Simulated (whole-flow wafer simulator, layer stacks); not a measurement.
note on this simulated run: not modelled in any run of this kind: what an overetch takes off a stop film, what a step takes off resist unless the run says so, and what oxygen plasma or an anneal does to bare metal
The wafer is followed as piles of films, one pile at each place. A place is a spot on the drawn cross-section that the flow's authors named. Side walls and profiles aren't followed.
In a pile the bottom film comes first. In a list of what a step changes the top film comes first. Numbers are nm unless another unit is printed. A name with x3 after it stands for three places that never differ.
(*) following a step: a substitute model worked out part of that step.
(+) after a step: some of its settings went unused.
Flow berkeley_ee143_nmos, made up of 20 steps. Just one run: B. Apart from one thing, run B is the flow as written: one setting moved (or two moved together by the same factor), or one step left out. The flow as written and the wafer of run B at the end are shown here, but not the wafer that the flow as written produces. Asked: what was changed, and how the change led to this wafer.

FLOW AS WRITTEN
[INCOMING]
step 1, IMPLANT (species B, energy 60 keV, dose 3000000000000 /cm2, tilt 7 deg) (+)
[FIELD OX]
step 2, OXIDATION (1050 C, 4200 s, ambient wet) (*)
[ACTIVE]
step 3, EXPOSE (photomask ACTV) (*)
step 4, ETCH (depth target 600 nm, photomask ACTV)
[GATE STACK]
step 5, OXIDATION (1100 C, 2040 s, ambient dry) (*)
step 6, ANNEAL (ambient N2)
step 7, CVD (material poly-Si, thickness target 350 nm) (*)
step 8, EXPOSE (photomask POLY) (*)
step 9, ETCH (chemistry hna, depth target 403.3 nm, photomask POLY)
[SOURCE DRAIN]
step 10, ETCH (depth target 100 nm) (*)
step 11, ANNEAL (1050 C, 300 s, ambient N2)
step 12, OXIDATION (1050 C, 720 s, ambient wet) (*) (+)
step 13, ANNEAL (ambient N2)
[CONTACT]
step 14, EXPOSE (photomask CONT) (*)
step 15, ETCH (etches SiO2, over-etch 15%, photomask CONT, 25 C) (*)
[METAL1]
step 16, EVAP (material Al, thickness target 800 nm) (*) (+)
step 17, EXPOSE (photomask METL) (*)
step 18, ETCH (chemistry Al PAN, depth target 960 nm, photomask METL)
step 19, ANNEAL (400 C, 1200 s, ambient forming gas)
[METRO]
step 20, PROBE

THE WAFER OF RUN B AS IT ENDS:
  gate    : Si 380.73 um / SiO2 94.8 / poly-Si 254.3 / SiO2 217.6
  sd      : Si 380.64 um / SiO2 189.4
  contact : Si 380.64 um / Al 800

What caused this: step 4, ETCH: depth target 525 nm was run, while the flow as written has depth target 600 nm.

How this came from the change, step by step:
  step 4, ETCH (depth target 600 nm, photomask ACTV)
      gate, sd, contact: -525 SiO2 (it would be, as written: -566.4 SiO2 (all of it))
  step 5, OXIDATION (1100 C, 2040 s, ambient dry) (*)
      gate, sd, contact: +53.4 SiO2, -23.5 Si (it would be, as written: +79.7 SiO2 (new film), -35.1 Si)
  step 10, ETCH (depth target 100 nm) (*)
      sd, contact: -94.8 SiO2 (all of it) (it would be, as written: -79.7 SiO2 (all of it))
